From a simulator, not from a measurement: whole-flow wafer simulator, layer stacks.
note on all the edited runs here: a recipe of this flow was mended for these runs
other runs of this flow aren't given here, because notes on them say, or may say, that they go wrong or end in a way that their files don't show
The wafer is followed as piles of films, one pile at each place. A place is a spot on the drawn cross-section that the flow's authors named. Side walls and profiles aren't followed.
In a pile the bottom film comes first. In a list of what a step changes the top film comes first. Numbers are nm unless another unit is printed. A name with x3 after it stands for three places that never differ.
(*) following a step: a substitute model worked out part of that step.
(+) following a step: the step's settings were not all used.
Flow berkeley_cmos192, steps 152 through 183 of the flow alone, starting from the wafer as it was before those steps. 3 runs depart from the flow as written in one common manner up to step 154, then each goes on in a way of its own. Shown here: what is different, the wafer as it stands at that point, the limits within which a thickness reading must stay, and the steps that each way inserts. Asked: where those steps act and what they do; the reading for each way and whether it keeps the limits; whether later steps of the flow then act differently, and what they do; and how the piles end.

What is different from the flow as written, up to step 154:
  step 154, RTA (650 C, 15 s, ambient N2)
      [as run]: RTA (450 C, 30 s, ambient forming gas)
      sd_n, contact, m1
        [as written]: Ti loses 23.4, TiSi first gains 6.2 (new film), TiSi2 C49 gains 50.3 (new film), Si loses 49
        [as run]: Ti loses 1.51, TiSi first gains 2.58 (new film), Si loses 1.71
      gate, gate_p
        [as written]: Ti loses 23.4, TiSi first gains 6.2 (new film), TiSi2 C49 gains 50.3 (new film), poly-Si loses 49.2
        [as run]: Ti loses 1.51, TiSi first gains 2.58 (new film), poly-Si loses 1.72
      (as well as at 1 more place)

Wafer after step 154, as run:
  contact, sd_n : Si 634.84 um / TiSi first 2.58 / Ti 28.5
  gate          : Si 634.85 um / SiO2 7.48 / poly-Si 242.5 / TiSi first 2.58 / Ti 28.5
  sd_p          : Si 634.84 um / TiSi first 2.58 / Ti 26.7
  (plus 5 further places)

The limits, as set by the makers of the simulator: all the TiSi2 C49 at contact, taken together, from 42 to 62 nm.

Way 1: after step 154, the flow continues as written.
  The reading taken after step 154 is 0 nm, which is outside the limits.
  Steps later in the flow that act otherwise than as written (not shown: 12 more steps that differ only slightly, by at most 2% or 0.5 nm, whichever is larger):
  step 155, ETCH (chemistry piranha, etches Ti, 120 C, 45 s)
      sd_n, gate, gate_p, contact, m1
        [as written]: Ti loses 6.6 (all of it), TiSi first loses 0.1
        [this way]: Ti loses 28.5 (all of it), TiSi first loses 0.08
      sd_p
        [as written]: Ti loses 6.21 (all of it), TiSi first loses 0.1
        [this way]: Ti loses 26.7 (all of it), TiSi first loses 0.08
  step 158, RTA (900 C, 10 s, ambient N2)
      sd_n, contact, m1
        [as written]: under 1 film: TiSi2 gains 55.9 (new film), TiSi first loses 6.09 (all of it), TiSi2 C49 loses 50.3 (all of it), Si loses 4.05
        [this way]: under 1 film: TiSi2 C49 gains 3.72 (new film), TiSi first loses 2.5 (all of it), Si loses 1.66
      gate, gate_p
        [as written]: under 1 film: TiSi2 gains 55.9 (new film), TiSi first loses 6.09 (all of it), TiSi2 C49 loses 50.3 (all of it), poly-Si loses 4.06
        [this way]: under 1 film: TiSi2 C49 gains 3.72 (new film), TiSi first loses 2.5 (all of it), poly-Si loses 1.67
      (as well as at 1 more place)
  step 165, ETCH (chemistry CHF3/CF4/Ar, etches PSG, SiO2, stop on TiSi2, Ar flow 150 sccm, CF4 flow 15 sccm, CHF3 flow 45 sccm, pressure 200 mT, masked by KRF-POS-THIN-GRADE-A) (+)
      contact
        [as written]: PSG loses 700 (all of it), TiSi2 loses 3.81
        [this way]: PSG loses 700 (all of it)
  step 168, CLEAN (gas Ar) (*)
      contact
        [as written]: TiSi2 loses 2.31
        [this way]: TiSi2 C49 loses 2.44
  The piles end different from the flow's at sd_n, gate, sd_p, gate_p, contact, m1 by more than 2% or 0.5 nm, whichever is larger.
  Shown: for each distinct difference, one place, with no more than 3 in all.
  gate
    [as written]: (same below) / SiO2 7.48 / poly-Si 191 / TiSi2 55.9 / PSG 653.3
    [this way]: (same below) / SiO2 7.48 / poly-Si 240.9 / TiSi2 C49 3.72 / PSG 653.3
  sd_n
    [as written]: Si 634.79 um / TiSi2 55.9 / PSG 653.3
    [this way]: Si 634.84 um / TiSi2 C49 3.72 / PSG 653.3
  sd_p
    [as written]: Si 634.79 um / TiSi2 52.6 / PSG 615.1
    [this way]: Si 634.84 um / TiSi2 C49 3.71 / PSG 613.7

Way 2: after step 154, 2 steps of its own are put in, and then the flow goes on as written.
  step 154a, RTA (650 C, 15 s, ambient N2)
      sd_n, contact, m1
        Ti loses 22, TiSi first gains 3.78, TiSi2 C49 gains 50.3 (new film), Si loses 47.4
      gate, gate_p
        Ti loses 22, TiSi first gains 3.78, TiSi2 C49 gains 50.3 (new film), poly-Si loses 47.6
      sd_p
        Ti loses 20.6, TiSi first gains 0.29, TiSi2 C49 gains 51.9 (new film), Si loses 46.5
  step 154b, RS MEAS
      alters no film at any place that is followed
  The reading taken after step 154b is 50.3 nm, which is within the limits.
  None of the later steps of the flow differs from how it acts as written, at any place that is followed, by more than 2% or 0.5 nm, whichever is larger.
  At the end the piles are close to the flow's at the places that both follow, differing by at most 2% or 0.5 nm, whichever is larger.

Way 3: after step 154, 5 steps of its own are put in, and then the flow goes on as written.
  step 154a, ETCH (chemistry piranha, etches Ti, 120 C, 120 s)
      sd_n, gate, gate_p, contact, m1
        Ti loses 28.5 (all of it), TiSi first loses 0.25
      field, spacer_n, spacer_p
        Ti loses 30 (all of it)
      sd_p
        Ti loses 26.7 (all of it), TiSi first loses 0.25
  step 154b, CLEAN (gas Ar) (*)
      sd_n, gate, sd_p, gate_p, contact, m1
        TiSi first loses 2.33 (all of it)
      field, spacer_n, spacer_p
        SiO2 loses 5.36
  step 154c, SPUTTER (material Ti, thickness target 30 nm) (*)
      field, sd_n, spacer_n, gate, spacer_p, gate_p, contact, m1
        Ti gains 30 (new film)
      sd_p
        Ti gains 28.3 (new film)
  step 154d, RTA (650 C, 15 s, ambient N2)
      sd_n, contact, m1
        Ti loses 23.4, TiSi first gains 6.2 (new film), TiSi2 C49 gains 50.3 (new film), Si loses 49
      gate, gate_p
        Ti loses 23.4, TiSi first gains 6.2 (new film), TiSi2 C49 gains 50.3 (new film), poly-Si loses 49.2
      sd_p
        Ti loses 22, TiSi first gains 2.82 (new film), TiSi2 C49 gains 51.9 (new film), Si loses 48.2
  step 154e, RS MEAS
      alters no film at any place that is followed
  The reading taken after step 154e is 50.3 nm, which is within the limits.
  None of the later steps of the flow differs from how it acts as written, at any place that is followed, by more than 2% or 0.5 nm, whichever is larger.
  The piles end different from the flow's at spacer_n, spacer_p by more than 2% or 0.5 nm, whichever is larger.
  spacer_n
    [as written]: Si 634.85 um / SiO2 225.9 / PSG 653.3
    [this way]: Si 634.85 um / SiO2 220.6 / PSG 653.3
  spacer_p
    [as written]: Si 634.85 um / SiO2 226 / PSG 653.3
    [this way]: Si 634.85 um / SiO2 220.6 / PSG 653.3

The limits are kept by: way 2, way 3. They are not kept by: way 1.
